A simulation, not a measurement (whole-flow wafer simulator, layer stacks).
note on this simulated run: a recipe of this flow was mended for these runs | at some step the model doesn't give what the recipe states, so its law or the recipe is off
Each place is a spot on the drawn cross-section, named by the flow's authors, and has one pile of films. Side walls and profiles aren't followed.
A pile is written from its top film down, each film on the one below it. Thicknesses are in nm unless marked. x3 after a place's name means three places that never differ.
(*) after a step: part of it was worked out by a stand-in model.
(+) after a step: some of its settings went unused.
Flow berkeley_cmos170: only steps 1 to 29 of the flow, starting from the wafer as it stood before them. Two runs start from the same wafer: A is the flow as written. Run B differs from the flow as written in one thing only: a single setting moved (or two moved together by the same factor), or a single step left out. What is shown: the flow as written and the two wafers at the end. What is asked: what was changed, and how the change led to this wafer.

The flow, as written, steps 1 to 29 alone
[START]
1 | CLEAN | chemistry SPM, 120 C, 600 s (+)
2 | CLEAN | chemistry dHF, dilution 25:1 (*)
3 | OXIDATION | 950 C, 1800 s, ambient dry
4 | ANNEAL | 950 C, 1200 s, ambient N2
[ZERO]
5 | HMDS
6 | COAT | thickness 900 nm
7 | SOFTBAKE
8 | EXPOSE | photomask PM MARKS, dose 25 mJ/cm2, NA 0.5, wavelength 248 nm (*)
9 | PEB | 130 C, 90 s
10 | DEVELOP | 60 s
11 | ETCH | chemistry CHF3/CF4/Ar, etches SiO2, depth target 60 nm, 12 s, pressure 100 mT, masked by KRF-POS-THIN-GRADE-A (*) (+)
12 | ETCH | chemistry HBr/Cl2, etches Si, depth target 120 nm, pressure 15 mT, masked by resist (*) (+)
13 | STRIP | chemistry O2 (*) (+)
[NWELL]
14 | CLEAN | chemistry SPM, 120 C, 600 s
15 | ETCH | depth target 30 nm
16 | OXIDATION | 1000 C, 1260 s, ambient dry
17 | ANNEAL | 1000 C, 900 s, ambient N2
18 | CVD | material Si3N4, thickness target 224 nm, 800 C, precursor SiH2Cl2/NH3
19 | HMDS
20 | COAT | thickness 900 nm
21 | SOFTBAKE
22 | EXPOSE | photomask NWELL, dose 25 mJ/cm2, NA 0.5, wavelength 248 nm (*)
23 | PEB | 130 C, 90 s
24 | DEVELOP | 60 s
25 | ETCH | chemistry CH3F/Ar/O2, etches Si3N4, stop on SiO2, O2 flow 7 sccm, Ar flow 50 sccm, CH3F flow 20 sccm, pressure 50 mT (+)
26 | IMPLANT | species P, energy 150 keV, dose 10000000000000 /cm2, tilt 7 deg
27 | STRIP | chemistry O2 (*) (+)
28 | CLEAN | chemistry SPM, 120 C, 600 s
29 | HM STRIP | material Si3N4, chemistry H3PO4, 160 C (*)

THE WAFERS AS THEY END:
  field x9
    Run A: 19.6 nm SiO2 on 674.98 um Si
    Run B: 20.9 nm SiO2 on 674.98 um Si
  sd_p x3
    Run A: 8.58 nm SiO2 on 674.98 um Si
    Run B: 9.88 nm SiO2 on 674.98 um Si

What caused this: step 15, ETCH: depth target 15 nm was run, though the flow has depth target 30 nm.

The path from the change to this, step by step:
  15 | ETCH | depth target 30 nm
      field x9, sd_p x3: A SiO2 loses 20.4 (all of it) | B SiO2 loses 15
  16 | OXIDATION | 1000 C, 1260 s, ambient dry
      field x9, sd_p x3: A SiO2 gains 26.6 (new film), Si loses 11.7 | B SiO2 gains 22.4, Si loses 9.87
